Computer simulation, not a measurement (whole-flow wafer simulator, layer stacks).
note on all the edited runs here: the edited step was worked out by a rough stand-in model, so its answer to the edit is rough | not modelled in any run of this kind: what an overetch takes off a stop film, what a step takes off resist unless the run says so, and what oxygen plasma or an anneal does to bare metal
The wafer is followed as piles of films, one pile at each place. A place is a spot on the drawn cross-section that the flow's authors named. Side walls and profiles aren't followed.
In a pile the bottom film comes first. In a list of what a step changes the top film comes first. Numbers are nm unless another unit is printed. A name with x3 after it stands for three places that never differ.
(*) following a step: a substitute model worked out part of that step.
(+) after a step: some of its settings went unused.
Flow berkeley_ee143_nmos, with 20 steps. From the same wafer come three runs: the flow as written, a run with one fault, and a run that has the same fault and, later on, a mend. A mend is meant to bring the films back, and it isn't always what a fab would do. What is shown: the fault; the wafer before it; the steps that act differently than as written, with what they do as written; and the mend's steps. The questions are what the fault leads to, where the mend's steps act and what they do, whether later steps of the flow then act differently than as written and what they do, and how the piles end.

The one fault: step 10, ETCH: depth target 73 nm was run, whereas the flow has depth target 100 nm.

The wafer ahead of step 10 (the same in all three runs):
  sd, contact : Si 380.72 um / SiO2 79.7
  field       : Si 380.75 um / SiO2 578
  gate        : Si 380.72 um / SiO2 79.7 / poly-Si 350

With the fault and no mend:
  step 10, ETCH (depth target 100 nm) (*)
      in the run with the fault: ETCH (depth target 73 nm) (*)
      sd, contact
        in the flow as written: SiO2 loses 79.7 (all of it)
        in the run with the fault: SiO2 loses 73
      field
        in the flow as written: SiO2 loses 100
        in the run with the fault: SiO2 loses 73
  Steps later in the flow that act otherwise than as written (1 other step is not shown; it differs only slightly, by no more than 2% or 0.5 nm, whichever is larger):
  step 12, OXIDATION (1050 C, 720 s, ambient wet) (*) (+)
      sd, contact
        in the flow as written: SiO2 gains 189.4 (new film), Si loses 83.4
        in the run with the fault: SiO2 gains 184.9, Si loses 81.3
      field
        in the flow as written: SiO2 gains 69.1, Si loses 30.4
        in the run with the fault: SiO2 gains 66.5, Si loses 29.3
  By the end, the piles at field depart from the flow's by more than 2% or 0.5 nm, whichever is larger.
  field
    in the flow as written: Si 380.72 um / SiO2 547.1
    in the run with the fault: Si 380.72 um / SiO2 571.5

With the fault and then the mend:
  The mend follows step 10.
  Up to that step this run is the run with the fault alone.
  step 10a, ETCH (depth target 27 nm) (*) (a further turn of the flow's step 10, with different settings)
      sd, contact
        SiO2 loses 6.69 (all of it)
      field
        SiO2 loses 27
  Every later step of the flow that is run acts as written at every place that is followed.
  At every place that both follow, the piles at the end match the flow's.
